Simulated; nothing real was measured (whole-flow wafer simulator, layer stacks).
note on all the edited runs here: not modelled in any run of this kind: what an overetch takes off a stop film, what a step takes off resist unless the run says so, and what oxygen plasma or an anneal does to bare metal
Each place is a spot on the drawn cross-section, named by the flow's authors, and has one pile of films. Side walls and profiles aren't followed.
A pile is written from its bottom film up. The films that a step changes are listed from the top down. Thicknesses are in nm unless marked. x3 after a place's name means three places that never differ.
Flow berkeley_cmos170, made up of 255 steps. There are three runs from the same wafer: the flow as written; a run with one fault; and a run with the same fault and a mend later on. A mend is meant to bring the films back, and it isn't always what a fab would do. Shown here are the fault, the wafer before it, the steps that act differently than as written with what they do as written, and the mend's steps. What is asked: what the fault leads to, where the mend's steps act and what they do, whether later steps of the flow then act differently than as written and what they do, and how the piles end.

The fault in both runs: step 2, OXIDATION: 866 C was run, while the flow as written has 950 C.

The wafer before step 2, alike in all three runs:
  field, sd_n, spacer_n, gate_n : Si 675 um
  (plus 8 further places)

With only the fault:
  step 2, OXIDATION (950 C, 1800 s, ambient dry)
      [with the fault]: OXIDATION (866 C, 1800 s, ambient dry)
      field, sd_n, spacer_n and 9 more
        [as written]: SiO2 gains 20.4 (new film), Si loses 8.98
        [with the fault]: SiO2 gains 8.83 (new film), Si loses 3.88
  Later steps of the flow acting differently than as written:
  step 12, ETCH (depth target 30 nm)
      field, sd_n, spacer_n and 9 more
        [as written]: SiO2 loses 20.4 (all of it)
        [with the fault]: SiO2 loses 8.83 (all of it)
  At the end the piles are close to the flow's at the places that both follow, differing by at most 2% or 0.5 nm, whichever is larger.

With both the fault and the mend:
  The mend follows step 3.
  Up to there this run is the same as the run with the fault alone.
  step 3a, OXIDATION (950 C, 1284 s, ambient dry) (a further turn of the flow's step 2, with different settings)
      field, sd_n, spacer_n and 9 more
        SiO2 gains 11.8, Si loses 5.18
  None of the later steps of the flow differs from how it acts as written, at any place that is followed, by more than 2% or 0.5 nm, whichever is larger.
  At the end the piles are close to the flow's at the places that both follow, differing by at most 2% or 0.5 nm, whichever is larger.
